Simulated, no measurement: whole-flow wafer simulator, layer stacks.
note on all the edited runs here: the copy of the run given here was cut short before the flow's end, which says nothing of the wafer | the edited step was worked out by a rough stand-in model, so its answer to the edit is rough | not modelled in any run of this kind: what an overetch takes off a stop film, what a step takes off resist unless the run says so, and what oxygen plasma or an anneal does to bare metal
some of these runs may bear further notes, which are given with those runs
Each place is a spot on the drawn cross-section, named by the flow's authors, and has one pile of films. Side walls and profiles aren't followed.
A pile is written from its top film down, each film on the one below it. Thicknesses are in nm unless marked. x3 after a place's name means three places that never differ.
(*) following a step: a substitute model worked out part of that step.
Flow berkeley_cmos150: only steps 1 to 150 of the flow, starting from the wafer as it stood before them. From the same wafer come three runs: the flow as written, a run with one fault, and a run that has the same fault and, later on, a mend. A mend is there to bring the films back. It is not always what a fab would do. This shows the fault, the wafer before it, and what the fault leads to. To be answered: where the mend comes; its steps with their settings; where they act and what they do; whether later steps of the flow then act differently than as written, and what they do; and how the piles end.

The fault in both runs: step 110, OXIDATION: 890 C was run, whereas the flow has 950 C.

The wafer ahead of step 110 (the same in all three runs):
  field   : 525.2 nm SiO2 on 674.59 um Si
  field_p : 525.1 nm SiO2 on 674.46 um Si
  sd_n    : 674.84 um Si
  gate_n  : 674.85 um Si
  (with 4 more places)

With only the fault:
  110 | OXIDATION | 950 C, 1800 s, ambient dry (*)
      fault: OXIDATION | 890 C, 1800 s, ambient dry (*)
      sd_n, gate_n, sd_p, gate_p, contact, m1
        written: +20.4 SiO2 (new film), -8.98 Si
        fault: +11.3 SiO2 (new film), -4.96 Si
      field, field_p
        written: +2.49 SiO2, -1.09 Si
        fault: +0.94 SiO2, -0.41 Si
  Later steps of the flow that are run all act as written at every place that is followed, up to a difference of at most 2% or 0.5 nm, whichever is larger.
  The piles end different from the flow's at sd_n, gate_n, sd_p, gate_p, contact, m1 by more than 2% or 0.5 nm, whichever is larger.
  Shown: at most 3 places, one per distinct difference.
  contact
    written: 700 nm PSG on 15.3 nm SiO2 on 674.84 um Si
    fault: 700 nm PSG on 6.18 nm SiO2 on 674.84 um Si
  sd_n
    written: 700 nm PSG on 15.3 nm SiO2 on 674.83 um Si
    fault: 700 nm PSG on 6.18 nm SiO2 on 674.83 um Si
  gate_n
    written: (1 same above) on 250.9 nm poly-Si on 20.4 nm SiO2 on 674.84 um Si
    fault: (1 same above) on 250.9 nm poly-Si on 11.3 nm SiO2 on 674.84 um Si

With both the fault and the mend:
  The mend stands after step 112.
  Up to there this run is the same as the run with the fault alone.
  112a | OXIDATION | 950 C, 983 s, ambient dry (*) (the flow's step 110, run once more with other settings)
      sd_n, gate_n, sd_p, gate_p, contact, m1
        +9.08 SiO2, -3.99 Si
      field, field_p
        +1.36 SiO2, -0.6 Si
  112b | ANNEAL | 950 C, 1200 s, ambient N2 (the flow's step 111, run once more)
      alters no film at any place that is followed
  Later steps of the flow that are run all act as written at every place that is followed, up to a difference of at most 2% or 0.5 nm, whichever is larger.
  At the end the piles are close to the flow's at the places that both follow, differing by at most 2% or 0.5 nm, whichever is larger.
